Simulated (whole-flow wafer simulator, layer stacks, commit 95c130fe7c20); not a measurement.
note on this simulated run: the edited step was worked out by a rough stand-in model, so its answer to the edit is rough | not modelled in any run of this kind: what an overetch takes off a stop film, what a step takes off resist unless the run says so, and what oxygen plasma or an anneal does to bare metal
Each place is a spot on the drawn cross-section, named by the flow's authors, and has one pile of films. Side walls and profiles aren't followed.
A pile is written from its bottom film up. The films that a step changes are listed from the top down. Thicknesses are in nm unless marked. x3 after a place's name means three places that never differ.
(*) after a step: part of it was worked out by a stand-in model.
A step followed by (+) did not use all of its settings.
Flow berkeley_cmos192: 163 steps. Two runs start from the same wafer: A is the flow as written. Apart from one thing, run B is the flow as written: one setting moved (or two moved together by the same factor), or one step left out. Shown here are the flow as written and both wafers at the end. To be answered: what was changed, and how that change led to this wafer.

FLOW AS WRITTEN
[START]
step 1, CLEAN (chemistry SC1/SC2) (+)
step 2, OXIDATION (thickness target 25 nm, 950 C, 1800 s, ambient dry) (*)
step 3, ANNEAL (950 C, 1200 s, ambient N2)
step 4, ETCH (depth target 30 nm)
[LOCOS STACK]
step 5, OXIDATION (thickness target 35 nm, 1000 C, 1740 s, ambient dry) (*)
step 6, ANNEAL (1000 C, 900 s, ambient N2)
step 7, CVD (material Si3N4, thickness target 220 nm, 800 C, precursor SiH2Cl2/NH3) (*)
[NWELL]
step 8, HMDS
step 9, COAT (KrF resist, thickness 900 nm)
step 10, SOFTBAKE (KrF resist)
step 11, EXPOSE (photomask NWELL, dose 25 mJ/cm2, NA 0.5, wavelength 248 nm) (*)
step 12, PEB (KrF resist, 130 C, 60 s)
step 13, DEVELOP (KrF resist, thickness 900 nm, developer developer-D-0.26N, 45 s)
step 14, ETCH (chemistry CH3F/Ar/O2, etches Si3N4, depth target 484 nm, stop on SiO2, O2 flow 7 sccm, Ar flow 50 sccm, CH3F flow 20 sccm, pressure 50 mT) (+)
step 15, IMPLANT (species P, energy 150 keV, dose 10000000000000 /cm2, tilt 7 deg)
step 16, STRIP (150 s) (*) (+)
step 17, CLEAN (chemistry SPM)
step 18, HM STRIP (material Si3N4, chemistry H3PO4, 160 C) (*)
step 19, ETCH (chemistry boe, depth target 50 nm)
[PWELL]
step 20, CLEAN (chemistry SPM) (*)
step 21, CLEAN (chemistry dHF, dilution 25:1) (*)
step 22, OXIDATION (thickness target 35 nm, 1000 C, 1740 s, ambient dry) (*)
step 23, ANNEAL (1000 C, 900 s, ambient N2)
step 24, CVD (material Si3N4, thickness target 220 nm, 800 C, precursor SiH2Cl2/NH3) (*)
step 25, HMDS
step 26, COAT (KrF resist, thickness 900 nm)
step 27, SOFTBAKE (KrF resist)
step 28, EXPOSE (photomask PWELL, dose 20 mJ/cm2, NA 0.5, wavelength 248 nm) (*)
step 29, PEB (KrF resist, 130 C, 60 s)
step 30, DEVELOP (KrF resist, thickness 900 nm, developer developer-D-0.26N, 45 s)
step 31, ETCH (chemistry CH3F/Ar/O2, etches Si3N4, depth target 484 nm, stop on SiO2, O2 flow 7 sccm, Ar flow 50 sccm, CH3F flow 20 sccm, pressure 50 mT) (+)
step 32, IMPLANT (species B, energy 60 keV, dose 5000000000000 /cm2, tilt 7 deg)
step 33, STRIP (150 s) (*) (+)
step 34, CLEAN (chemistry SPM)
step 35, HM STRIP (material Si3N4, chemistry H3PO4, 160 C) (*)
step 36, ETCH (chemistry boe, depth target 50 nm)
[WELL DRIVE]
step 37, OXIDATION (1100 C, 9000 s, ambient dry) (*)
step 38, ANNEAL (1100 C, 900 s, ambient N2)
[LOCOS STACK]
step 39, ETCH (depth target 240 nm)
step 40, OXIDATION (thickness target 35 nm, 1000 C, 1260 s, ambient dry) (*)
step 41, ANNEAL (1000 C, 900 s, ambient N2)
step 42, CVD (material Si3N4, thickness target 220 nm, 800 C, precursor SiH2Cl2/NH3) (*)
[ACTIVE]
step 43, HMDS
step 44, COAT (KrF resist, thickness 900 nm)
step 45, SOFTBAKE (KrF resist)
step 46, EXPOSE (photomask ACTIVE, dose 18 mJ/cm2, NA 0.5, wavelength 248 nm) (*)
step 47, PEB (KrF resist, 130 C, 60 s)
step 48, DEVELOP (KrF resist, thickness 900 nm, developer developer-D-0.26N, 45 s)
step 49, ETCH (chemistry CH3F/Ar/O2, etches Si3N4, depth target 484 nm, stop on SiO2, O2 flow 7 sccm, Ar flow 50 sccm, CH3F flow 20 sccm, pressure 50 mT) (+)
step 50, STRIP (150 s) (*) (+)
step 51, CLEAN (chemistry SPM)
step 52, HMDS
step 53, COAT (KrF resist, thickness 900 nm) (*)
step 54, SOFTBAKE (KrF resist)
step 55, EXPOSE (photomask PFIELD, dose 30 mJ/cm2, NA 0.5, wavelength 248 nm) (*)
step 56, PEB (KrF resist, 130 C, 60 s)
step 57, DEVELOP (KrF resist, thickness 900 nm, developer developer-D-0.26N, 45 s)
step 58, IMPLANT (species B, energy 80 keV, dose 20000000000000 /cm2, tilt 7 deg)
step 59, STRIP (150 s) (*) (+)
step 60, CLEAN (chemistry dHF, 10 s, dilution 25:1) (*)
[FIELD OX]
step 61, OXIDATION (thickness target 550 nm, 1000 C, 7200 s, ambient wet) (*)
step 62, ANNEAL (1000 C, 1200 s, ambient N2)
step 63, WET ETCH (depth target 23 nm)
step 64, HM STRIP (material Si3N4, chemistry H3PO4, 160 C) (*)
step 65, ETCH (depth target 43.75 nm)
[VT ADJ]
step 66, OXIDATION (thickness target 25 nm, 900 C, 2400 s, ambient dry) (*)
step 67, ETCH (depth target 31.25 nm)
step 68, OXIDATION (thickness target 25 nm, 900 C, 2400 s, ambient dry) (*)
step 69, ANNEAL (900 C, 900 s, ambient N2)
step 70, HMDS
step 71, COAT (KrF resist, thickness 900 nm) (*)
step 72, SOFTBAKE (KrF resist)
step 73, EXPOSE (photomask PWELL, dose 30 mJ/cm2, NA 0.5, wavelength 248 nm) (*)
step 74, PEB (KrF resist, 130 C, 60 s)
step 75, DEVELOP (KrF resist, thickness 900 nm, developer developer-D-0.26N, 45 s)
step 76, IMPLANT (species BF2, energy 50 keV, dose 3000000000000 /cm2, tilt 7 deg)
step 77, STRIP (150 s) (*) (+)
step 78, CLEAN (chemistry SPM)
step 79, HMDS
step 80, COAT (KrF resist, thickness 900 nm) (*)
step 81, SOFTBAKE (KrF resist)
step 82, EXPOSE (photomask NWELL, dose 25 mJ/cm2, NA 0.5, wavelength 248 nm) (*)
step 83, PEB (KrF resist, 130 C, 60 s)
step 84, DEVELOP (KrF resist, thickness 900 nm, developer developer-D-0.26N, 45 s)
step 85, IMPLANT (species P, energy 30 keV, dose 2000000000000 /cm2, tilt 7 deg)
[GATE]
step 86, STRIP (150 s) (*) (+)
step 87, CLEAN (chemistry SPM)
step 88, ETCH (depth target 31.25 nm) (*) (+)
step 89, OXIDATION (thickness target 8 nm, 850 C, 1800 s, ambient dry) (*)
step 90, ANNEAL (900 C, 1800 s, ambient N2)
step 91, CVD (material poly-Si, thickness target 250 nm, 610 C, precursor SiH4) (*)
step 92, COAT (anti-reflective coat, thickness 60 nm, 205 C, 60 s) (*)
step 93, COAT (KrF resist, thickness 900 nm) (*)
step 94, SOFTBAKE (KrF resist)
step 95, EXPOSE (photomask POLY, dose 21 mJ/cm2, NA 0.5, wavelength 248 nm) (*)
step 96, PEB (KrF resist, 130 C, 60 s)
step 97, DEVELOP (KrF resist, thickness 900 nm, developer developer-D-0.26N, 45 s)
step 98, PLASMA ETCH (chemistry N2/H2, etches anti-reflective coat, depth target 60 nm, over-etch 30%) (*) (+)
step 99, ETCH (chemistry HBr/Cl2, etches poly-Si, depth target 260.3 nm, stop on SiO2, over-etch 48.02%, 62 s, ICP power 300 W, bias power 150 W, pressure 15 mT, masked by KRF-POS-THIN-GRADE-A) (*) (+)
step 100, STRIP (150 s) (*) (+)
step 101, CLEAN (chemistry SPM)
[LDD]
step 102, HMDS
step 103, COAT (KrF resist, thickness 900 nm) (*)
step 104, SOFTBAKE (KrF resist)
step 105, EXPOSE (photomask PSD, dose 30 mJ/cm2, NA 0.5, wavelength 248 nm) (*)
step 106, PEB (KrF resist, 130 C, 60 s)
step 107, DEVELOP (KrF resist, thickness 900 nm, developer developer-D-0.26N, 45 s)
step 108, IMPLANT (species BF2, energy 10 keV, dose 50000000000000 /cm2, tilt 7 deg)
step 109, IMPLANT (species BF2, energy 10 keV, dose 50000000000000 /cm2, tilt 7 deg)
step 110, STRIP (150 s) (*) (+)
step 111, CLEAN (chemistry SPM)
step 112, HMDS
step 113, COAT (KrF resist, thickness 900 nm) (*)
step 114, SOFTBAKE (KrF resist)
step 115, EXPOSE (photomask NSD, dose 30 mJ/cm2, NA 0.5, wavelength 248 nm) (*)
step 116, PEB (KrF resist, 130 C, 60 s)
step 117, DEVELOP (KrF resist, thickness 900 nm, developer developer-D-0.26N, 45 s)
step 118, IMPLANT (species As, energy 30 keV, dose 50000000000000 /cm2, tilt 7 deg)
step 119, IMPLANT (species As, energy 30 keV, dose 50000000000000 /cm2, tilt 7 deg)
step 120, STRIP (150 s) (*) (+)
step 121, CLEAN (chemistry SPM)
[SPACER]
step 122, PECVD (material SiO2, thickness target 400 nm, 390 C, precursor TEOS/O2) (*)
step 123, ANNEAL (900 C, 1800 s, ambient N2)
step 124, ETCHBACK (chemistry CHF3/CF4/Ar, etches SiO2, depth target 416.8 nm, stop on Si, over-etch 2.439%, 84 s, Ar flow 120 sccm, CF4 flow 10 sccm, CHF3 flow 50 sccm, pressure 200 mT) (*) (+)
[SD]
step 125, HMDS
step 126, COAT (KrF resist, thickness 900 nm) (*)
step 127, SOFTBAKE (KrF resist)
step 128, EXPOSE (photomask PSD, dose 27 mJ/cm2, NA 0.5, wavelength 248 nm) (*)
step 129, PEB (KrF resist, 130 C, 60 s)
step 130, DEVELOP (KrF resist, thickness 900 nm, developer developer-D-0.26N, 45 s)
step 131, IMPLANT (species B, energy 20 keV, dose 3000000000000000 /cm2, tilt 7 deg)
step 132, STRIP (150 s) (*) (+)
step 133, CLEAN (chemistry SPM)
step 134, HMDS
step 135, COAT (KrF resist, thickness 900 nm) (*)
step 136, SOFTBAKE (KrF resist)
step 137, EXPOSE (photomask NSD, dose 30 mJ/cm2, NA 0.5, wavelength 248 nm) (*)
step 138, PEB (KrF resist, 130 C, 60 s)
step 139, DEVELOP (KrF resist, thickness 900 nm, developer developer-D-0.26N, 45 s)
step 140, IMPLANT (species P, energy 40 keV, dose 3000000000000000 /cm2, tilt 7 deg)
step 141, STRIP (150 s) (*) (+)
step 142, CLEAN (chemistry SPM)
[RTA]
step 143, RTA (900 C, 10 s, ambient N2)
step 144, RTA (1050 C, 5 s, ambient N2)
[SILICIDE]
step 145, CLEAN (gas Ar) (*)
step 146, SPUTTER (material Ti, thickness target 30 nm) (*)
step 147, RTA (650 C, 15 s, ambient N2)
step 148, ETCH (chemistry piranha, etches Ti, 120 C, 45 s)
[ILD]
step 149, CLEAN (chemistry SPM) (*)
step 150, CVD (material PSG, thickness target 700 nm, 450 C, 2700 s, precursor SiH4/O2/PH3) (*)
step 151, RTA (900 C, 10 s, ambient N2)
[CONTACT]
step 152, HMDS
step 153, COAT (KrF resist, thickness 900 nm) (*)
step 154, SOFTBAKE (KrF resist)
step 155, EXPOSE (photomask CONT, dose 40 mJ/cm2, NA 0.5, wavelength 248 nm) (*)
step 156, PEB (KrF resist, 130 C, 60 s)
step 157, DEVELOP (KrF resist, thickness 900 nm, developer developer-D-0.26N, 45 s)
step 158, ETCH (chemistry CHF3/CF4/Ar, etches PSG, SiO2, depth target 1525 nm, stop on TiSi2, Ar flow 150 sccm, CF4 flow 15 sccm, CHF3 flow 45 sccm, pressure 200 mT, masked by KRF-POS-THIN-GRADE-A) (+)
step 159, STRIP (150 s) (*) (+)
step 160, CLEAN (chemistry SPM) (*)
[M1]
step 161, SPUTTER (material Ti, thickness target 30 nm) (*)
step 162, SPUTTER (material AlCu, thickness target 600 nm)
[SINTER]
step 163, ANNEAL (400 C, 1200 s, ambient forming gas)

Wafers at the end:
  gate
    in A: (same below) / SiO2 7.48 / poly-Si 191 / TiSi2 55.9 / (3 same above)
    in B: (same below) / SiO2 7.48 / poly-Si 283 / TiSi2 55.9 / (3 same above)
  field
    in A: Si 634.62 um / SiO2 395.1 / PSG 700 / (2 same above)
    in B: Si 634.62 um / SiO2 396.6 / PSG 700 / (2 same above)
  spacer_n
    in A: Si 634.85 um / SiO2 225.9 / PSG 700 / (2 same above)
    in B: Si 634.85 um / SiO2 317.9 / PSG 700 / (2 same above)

What caused this: step 91, CVD: thickness target 342 nm was run, while the flow as written has thickness target 250 nm.

The path from the change to this, step by step:
  step 91, CVD (material poly-Si, thickness target 250 nm, 610 C, precursor SiH4) (*)
      field, sd_n, spacer_n and 6 more: A +250 poly-Si (new film) | B +342 poly-Si (new film)
  step 92, COAT (anti-reflective coat, thickness 60 nm, 205 C, 60 s) (*)
      field: A +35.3 anti-reflective coat (new film) | B +36.3 anti-reflective coat (new film)
      sd_n: A +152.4 anti-reflective coat (new film) | B +156.5 anti-reflective coat (new film)
      (also at 1 further place)
  step 98, PLASMA ETCH (chemistry N2/H2, etches anti-reflective coat, depth target 60 nm, over-etch 30%) (*) (+)
      field: A -35.3 anti-reflective coat (all of it), -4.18 poly-Si | B -36.3 anti-reflective coat (all of it), -4.29 poly-Si
      sd_n: A -152.4 anti-reflective coat (all of it), -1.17 poly-Si | B -156.5 anti-reflective coat (all of it), -1.2 poly-Si
      (also at 1 further place)
  step 99, ETCH (chemistry HBr/Cl2, etches poly-Si, depth target 260.3 nm, stop on SiO2, over-etch 48.02%, 62 s, ICP power 300 W, bias power 150 W, pressure 15 mT, masked by KRF-POS-THIN-GRADE-A) (*) (+)
      field, spacer_n: A -245.8 poly-Si (all of it), -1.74 SiO2 | B -337.7 poly-Si (all of it), -0.24 SiO2
      sd_n: A -248.8 poly-Si (all of it), -1.51 SiO2 | B -340.8 poly-Si (all of it), -0.22 SiO2
      (also at 4 further places)
  step 103, COAT (KrF resist, thickness 900 nm) (*)
      gate: A +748 KrF resist (new film) | B +670.8 KrF resist (new film)
      gate_p: A +744.1 KrF resist (new film) | B +666.9 KrF resist (new film)
  step 107, DEVELOP (KrF resist, thickness 900 nm, developer developer-D-0.26N, 45 s)
      gate_p: A -742.9 KrF resist (all of it) | B -665.9 KrF resist (all of it)
  step 110, STRIP (150 s) (*) (+)
      gate: A -732.7 KrF resist (all of it), +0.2 chemical SiO2, -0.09 poly-Si | B -655.6 KrF resist (all of it), +0.2 chemical SiO2, -0.09 poly-Si
  step 113, COAT (KrF resist, thickness 900 nm) (*)
      gate: A +747.9 KrF resist (new film) | B +670.7 KrF resist (new film)
      gate_p: A +743.9 KrF resist (new film) | B +666.8 KrF resist (new film)
  step 117, DEVELOP (KrF resist, thickness 900 nm, developer developer-D-0.26N, 45 s)
      gate: A -746.8 KrF resist (all of it) | B -669.7 KrF resist (all of it)
  step 120, STRIP (150 s) (*) (+)
      gate_p: A -728.6 KrF resist (all of it), +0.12 chemical SiO2, -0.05 poly-Si | B -651.6 KrF resist (all of it), +0.12 chemical SiO2, -0.05 poly-Si
  step 124, ETCHBACK (chemistry CHF3/CF4/Ar, etches SiO2, depth target 416.8 nm, stop on Si, over-etch 2.439%, 84 s, Ar flow 120 sccm, CF4 flow 10 sccm, CHF3 flow 50 sccm, pressure 200 mT) (*) (+)
      spacer_n: A -160 SiO2 | B -68.3 SiO2
      spacer_p: A -159.9 SiO2 | B -68.2 SiO2
  step 126, COAT (KrF resist, thickness 900 nm) (*)
      spacer_n: A +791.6 KrF resist (new film) | B +724.4 KrF resist (new film)
      gate: A +771.5 KrF resist (new film) | B +705.9 KrF resist (new film)
      (also at 2 further places)
  step 130, DEVELOP (KrF resist, thickness 900 nm, developer developer-D-0.26N, 45 s)
      spacer_p: A -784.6 KrF resist (all of it) | B -717.7 KrF resist (all of it)
      gate_p: A -764.3 KrF resist (all of it) | B -699.1 KrF resist (all of it)
  step 132, STRIP (150 s) (*) (+)
      spacer_n: A -776.1 KrF resist (all of it) | B -709.1 KrF resist (all of it)
      gate: A +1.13 chemical SiO2 (new film), -756.1 KrF resist (all of it), -0.5 poly-Si | B +1.13 chemical SiO2 (new film), -690.6 KrF resist (all of it), -0.5 poly-Si
  step 135, COAT (KrF resist, thickness 900 nm) (*)
      spacer_n: A +791.1 KrF resist (new film) | B +724.7 KrF resist (new film)
      gate: A +770.3 KrF resist (new film) | B +705.5 KrF resist (new film)
      (also at 2 further places)
  step 139, DEVELOP (KrF resist, thickness 900 nm, developer developer-D-0.26N, 45 s)
      spacer_n: A -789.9 KrF resist (all of it) | B -723.6 KrF resist (all of it)
      gate: A -769.1 KrF resist (all of it) | B -704.5 KrF resist (all of it)
  ... another 2 steps ...
  step 159, STRIP (150 s) (*) (+)
      spacer_n: A -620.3 KrF resist (all of it) | B -571.5 KrF resist (all of it)
      gate: A -600.1 KrF resist (all of it) | B -557.5 KrF resist (all of it)
      (also at 3 further places)
